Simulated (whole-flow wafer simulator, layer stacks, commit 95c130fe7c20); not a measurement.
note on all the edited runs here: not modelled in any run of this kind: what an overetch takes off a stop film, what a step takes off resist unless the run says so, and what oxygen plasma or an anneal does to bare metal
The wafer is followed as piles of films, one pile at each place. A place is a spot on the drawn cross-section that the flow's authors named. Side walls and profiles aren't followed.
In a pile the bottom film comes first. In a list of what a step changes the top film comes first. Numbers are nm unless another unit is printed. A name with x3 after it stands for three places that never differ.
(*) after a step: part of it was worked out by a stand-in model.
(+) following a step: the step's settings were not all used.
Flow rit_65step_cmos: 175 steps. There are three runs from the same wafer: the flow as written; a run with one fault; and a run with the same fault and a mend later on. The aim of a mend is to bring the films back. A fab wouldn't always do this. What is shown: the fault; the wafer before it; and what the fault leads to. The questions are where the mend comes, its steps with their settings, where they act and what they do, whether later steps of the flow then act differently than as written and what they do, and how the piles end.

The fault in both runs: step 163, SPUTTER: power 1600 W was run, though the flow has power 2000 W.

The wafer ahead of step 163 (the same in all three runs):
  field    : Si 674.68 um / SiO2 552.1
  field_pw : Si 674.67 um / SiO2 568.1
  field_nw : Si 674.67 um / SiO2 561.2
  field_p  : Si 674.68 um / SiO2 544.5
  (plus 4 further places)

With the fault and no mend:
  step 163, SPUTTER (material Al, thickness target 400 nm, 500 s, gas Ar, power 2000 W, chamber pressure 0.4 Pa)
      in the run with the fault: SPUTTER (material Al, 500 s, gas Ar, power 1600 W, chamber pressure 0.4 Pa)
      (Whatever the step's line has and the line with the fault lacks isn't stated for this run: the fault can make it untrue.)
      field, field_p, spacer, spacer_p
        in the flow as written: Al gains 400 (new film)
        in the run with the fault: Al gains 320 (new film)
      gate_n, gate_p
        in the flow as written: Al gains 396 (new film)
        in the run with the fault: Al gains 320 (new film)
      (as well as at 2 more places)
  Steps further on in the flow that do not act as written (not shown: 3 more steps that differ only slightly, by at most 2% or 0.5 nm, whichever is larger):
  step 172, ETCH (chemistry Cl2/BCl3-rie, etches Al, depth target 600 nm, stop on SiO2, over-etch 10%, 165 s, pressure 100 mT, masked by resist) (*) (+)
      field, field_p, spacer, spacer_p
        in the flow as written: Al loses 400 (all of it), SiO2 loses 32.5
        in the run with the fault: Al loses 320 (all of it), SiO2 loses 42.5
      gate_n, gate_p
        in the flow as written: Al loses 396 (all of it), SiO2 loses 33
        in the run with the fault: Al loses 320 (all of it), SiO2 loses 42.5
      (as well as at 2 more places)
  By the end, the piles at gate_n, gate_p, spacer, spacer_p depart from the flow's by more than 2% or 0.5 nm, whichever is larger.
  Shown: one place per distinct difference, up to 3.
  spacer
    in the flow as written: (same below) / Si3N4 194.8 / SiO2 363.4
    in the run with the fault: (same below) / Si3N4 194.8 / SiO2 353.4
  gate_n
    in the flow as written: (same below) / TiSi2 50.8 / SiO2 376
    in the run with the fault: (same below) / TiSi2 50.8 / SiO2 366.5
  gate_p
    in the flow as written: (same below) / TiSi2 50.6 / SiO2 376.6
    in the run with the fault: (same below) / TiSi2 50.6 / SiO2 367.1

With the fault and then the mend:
  The mend follows step 164.
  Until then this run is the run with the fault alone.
  step 164a, ETCH (chemistry al pan, depth target 368.9 nm)
      field, field_p, gate_n, gate_p, spacer, spacer_p
        Al loses 320 (all of it)
      field_pw
        Al loses 319.5 (all of it)
      field_nw
        Al loses 319.7 (all of it)
  step 164b, SPUTTER (material Al, thickness target 400 nm, 500 s, gas Ar, power 2000 W, chamber pressure 0.4 Pa) (a further turn of the flow's step 163)
      field, field_pw, field_p, spacer, spacer_p
        Al gains 400 (new film)
      gate_n, gate_p
        Al gains 396 (new film)
      field_nw
        Al gains 397.2 (new film)
  Every later step of the flow that is run acts as written at every place that is followed.
  By the end, the piles equal the flow's at every place that both follow.
